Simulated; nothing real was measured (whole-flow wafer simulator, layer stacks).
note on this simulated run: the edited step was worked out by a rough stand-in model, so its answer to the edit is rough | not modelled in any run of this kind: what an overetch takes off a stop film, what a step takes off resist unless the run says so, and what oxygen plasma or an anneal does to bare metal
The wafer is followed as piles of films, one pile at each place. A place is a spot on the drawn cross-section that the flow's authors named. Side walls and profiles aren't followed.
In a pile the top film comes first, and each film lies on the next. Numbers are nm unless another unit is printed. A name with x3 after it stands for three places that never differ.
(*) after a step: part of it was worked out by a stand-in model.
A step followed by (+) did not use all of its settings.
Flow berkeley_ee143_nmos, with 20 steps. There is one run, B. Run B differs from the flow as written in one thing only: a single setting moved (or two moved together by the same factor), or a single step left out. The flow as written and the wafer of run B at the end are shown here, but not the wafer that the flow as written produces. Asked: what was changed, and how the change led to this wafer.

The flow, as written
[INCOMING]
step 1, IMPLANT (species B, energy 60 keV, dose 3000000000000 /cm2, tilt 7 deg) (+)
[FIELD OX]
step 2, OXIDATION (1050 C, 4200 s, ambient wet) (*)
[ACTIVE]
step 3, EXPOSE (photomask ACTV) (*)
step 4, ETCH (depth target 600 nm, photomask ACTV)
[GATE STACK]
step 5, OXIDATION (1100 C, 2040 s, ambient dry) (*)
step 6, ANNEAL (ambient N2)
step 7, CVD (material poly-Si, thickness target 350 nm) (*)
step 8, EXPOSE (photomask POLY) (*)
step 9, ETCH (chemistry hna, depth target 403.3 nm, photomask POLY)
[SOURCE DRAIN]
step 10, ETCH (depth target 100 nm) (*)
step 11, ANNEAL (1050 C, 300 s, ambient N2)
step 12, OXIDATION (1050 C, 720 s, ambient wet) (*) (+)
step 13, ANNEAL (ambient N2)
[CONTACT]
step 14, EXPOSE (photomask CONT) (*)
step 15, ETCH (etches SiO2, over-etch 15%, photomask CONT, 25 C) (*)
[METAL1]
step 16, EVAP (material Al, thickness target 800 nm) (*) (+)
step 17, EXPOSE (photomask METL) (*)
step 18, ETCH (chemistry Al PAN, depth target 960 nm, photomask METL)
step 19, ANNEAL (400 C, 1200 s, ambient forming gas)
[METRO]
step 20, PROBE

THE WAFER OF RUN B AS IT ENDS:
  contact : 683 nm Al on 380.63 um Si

What caused this: step 16, EVAP: thickness target 683 nm was run, though the flow has thickness target 800 nm.
The wafer itself shows it: contact has Al 683, and step 16 as written asks for 800 nm.

The path from the change to this, step by step:
  step 16, EVAP (material Al, thickness target 800 nm) (*) (+)
      gate, sd, contact, field: +683 Al (new film) (as written it would have been: +800 Al (new film))
  step 18, ETCH (chemistry Al PAN, depth target 960 nm, photomask METL)
      gate, sd, field: -683 Al (all of it) (as written it would have been: -800 Al (all of it))
